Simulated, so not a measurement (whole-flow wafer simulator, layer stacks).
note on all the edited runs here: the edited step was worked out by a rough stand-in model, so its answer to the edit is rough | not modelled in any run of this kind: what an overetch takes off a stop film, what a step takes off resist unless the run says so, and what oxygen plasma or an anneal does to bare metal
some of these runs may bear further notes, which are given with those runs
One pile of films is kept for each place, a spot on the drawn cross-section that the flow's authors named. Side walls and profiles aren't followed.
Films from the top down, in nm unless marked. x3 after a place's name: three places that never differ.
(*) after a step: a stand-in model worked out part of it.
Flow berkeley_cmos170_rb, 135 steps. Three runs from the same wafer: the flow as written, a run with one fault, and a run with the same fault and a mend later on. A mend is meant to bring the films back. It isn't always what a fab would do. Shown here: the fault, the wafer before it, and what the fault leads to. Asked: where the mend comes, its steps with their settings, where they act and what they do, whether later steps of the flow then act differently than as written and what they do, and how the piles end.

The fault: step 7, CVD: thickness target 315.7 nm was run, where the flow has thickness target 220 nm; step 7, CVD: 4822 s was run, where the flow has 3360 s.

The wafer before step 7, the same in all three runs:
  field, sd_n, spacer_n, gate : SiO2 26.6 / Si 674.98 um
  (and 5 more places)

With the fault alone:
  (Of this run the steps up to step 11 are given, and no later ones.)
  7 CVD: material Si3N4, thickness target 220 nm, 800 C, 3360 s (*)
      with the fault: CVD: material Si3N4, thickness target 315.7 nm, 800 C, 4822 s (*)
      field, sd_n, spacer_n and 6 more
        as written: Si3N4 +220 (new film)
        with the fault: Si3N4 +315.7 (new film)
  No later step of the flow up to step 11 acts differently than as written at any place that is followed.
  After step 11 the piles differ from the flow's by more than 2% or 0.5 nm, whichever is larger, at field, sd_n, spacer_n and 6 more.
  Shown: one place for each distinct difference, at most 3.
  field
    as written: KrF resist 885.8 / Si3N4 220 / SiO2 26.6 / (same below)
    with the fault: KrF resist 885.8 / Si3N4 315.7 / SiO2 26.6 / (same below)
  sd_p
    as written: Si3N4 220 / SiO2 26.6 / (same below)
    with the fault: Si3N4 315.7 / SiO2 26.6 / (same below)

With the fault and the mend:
  The mend comes after step 7.
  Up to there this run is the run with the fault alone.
  7a ETCH: chemistry h3po4, depth target 362.4 nm
      field, sd_n, spacer_n and 6 more
        Si3N4 -315.7 (all of it)
  7b CLEAN (*) (the flow's step 1 once more)
      changes no film at any place that is followed
  7c CVD: material Si3N4, thickness target 220 nm, 800 C, 3360 s (*) (the flow's step 7 once more)
      field, sd_n, spacer_n and 6 more
        Si3N4 +220 (new film)
  No later step of the flow acts differently than as written at any place that is followed.
  At the end the piles are the same as the flow's at every place that both follow.
